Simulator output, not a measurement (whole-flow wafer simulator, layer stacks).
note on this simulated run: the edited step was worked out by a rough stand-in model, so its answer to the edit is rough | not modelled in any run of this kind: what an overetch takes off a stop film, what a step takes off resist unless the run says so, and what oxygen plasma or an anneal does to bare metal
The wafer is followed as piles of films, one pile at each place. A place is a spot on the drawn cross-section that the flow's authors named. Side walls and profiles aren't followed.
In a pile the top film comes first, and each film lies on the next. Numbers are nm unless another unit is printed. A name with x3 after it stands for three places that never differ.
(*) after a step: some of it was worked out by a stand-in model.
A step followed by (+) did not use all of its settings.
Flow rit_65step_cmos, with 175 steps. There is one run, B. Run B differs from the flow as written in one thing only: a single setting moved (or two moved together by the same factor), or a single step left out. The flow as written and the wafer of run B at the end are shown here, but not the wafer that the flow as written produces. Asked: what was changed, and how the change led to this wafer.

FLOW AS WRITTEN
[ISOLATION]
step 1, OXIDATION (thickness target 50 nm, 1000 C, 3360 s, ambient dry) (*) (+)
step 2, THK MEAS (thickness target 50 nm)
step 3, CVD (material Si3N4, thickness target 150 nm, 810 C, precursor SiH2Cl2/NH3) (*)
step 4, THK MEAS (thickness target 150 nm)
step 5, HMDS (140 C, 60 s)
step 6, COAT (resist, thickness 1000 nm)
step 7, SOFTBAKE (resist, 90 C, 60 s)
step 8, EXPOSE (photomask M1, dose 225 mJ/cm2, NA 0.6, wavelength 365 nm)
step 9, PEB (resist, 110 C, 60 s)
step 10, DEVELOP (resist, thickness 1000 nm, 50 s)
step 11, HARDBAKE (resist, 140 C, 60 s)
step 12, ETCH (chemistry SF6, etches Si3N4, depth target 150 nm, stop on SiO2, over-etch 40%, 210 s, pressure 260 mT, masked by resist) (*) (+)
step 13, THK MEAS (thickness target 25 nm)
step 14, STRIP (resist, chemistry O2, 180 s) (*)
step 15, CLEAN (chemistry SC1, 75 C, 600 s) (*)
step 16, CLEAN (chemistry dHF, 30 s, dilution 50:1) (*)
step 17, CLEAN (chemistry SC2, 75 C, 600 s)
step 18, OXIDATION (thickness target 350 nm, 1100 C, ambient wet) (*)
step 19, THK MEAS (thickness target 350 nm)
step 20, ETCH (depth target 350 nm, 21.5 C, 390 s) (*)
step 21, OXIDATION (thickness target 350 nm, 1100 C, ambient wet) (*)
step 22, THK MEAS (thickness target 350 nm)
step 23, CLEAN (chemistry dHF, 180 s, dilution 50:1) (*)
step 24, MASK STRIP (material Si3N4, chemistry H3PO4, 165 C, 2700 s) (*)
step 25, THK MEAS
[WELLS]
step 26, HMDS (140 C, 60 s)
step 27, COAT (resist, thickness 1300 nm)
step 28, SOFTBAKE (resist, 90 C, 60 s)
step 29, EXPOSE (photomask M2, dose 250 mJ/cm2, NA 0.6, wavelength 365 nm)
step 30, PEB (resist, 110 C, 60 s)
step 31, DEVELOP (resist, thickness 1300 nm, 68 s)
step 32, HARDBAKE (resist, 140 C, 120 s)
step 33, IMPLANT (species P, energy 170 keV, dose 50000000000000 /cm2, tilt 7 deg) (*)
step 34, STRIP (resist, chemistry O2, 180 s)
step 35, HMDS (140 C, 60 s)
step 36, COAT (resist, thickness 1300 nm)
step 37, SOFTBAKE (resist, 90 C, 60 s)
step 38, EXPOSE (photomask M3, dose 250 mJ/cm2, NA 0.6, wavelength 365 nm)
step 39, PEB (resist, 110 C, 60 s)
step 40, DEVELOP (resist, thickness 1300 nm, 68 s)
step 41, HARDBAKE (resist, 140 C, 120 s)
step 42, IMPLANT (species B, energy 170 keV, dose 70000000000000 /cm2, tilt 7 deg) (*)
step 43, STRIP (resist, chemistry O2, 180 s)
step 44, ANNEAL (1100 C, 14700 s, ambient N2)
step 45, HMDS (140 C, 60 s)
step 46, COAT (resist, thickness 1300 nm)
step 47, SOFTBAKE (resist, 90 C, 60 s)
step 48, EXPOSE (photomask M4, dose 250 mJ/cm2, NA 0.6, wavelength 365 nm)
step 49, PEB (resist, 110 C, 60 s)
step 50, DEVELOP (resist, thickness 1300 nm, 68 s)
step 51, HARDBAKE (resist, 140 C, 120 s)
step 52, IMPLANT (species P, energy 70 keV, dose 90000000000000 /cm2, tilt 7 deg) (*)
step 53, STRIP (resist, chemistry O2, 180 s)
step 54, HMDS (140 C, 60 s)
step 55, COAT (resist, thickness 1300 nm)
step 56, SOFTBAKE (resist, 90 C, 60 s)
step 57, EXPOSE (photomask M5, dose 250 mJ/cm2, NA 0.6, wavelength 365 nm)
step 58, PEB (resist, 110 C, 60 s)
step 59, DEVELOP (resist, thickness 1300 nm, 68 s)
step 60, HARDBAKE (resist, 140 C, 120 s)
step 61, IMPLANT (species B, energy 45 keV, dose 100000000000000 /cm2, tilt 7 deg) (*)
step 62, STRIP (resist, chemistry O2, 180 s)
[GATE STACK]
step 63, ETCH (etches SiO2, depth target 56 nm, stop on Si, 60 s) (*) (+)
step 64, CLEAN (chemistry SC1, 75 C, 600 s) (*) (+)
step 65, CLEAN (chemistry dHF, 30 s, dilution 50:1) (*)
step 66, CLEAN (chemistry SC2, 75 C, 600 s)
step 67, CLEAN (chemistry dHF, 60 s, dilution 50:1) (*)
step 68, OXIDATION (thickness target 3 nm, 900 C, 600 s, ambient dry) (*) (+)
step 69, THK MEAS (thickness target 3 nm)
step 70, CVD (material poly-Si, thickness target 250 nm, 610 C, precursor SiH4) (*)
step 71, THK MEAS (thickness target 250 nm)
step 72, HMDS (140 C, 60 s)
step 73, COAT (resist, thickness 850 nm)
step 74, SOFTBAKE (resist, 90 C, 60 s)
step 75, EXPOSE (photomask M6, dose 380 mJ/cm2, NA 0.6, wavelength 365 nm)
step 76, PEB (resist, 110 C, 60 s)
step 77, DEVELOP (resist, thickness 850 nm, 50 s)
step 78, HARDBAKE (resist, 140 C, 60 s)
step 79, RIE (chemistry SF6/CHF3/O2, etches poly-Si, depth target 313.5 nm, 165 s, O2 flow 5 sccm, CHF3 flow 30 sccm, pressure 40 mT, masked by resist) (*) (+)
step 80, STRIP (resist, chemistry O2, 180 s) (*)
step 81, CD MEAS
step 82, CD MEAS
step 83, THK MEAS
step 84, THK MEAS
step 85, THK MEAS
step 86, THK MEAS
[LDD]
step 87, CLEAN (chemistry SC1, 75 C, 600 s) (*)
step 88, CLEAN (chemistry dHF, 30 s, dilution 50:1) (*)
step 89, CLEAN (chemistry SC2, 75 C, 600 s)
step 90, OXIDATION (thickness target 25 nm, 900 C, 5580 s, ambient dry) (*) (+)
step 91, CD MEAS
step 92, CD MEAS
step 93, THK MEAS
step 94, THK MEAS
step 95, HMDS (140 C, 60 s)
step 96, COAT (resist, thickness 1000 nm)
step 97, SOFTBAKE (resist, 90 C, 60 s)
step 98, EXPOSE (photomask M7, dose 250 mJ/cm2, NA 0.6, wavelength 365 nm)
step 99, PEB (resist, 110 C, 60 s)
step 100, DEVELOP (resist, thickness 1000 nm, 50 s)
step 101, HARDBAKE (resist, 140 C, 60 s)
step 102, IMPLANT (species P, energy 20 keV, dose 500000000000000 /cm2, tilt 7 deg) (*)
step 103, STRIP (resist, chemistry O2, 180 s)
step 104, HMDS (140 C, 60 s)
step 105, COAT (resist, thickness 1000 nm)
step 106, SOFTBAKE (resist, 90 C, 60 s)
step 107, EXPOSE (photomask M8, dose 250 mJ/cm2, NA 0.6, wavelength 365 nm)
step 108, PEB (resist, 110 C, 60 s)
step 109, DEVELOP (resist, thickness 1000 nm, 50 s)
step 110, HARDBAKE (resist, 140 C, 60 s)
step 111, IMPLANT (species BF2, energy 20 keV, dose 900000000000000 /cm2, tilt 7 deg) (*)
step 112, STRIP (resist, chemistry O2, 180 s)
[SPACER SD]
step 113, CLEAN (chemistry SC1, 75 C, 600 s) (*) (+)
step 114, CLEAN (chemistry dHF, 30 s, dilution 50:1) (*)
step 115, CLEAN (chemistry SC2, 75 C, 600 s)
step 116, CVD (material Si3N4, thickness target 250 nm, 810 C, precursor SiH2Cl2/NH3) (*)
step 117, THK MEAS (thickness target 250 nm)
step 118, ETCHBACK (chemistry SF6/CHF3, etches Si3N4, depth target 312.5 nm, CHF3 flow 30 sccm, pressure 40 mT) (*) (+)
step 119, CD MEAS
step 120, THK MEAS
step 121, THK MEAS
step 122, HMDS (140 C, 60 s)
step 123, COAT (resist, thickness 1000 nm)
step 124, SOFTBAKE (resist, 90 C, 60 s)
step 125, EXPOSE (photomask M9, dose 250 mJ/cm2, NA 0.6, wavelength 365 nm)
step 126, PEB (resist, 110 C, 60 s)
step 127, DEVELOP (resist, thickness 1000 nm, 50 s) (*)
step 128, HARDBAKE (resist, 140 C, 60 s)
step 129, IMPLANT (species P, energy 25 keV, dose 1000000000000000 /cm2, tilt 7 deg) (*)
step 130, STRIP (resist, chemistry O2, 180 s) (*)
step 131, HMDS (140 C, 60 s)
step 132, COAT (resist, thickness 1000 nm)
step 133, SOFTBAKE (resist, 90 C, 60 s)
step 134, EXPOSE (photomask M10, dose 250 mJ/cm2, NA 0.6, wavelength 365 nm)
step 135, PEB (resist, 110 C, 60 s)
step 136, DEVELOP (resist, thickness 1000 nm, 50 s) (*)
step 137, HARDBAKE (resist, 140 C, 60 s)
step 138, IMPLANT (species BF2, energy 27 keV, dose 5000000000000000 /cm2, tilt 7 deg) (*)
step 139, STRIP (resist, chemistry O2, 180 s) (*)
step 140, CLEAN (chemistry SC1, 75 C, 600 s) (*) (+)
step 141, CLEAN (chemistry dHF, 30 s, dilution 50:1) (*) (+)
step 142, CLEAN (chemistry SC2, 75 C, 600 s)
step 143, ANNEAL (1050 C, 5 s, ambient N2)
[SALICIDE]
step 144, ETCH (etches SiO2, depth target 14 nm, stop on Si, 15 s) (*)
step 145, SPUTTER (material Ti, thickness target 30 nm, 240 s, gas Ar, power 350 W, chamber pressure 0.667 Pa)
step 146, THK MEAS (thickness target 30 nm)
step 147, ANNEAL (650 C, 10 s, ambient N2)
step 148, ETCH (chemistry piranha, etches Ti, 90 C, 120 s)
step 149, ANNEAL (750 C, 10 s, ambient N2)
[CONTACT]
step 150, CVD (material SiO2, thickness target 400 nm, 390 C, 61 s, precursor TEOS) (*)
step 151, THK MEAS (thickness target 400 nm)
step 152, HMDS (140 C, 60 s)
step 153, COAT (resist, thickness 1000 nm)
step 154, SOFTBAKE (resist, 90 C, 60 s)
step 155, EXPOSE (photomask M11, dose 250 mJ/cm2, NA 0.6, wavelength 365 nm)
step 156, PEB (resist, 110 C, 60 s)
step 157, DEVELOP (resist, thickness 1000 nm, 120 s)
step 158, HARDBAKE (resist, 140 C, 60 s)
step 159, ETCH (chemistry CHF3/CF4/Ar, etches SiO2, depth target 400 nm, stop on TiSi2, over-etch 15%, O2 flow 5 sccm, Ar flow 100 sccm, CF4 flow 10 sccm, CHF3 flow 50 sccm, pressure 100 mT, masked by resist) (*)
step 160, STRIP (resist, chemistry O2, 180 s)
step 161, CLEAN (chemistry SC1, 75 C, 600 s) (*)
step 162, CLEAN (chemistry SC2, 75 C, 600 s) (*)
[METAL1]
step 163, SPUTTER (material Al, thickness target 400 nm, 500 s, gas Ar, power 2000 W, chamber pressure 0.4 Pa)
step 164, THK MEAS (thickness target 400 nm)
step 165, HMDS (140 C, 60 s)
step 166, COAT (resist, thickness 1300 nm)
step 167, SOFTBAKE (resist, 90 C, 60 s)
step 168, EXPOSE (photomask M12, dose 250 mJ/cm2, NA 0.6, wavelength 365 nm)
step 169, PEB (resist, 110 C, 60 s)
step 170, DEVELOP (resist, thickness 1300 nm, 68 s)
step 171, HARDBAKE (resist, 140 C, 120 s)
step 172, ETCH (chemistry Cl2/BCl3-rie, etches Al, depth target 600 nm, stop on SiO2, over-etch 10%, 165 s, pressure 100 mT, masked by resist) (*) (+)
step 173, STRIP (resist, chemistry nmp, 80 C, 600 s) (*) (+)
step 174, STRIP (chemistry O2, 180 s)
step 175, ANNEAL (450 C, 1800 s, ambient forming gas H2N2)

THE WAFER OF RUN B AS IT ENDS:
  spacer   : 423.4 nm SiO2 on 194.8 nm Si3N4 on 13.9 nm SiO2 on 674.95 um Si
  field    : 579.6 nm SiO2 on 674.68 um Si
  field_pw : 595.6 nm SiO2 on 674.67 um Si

What caused this: step 150, CVD: thickness target 460 nm was run, though the flow has thickness target 400 nm.

The path from the change to this, step by step:
  step 150, CVD (material SiO2, thickness target 400 nm, 390 C, 61 s, precursor TEOS) (*)
      field, field_pw, field_nw, field_p: +460 SiO2 (in the flow as written it would be: +400 SiO2)
      spacer, spacer_p: +460 SiO2 (new film) (in the flow as written it would be: +400 SiO2 (new film))
      (also at 2 further places)
